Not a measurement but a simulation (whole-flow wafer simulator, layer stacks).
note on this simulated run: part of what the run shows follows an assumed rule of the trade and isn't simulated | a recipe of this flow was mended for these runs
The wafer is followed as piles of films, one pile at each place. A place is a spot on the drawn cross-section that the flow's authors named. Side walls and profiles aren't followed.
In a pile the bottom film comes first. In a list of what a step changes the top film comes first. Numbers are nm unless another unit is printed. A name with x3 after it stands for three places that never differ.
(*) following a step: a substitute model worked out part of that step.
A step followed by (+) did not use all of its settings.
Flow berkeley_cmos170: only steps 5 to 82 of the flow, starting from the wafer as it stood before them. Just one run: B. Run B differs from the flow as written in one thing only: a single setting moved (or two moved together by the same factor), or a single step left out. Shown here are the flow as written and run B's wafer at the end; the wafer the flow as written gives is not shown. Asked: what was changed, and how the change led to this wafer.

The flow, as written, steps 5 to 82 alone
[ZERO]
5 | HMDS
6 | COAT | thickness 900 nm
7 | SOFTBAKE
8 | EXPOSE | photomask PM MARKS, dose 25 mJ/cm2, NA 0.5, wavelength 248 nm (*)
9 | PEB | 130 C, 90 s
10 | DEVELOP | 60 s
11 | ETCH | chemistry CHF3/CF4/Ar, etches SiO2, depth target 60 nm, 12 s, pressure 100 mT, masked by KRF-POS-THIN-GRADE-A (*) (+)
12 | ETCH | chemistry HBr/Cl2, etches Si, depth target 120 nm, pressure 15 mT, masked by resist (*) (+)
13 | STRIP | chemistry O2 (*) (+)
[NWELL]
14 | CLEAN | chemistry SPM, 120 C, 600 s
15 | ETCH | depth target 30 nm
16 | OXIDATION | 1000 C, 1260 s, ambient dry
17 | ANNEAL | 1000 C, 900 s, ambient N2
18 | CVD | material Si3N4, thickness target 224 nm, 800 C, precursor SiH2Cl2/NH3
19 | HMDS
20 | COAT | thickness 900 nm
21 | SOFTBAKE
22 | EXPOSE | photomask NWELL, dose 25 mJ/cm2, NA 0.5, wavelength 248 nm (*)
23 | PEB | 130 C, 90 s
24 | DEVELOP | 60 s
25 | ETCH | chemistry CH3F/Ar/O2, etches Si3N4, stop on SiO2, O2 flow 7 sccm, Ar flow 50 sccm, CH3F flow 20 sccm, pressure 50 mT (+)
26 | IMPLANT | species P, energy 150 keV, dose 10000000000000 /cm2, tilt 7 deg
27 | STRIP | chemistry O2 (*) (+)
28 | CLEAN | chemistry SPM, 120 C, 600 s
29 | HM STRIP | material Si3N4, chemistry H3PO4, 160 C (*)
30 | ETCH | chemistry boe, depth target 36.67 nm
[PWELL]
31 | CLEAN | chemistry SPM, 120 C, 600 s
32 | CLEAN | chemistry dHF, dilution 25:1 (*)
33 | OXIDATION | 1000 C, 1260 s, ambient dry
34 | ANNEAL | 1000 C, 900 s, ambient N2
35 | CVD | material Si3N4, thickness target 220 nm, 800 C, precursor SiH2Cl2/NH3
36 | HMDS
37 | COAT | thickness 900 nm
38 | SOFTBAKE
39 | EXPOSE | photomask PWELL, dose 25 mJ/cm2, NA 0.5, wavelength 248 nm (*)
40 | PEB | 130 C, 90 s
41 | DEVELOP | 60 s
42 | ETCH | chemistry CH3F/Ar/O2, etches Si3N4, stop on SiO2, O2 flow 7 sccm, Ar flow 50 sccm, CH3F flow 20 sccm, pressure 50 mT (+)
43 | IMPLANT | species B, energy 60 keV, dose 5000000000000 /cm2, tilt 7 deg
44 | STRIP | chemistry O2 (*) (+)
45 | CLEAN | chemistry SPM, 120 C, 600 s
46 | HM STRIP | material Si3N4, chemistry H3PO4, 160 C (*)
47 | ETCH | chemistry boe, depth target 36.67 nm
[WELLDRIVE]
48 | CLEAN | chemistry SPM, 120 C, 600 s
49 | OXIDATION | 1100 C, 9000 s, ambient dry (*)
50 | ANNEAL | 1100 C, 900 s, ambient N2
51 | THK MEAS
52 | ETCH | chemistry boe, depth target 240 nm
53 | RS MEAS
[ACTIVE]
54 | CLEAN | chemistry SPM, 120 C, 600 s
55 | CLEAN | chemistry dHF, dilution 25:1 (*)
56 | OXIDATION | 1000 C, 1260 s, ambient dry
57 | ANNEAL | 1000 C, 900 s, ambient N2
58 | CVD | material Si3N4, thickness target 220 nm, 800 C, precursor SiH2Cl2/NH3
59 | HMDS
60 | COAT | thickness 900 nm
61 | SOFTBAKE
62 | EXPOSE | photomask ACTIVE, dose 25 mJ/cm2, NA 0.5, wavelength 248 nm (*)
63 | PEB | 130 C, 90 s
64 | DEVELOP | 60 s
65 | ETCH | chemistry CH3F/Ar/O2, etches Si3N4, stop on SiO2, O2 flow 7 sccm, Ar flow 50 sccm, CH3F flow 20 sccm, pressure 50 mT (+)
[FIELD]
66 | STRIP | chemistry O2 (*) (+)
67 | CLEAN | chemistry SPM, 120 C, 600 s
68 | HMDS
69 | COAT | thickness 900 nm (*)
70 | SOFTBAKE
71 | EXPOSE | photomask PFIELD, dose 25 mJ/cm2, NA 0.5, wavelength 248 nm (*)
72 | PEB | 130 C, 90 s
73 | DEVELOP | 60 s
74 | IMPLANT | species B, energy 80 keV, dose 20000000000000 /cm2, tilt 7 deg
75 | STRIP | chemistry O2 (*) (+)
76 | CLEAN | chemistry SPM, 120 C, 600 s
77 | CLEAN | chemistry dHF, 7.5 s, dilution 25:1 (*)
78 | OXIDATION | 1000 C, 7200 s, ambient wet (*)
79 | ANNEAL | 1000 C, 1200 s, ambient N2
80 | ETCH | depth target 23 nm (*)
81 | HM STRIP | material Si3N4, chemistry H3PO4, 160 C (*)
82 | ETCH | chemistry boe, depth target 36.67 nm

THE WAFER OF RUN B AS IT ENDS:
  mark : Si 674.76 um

What caused this: step 12, ETCH: depth target 102 nm was run, while the flow as written has depth target 120 nm.

Step by step, how the change led to this:
  12 | ETCH | chemistry HBr/Cl2, etches Si, depth target 120 nm, pressure 15 mT, masked by resist (*) (+)
      field, sd_n, spacer_n and 9 more: KrF-resist loses 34 (as written it would have been: KrF-resist loses 40)
      mark: Si loses 102 (as written it would have been: Si loses 120)
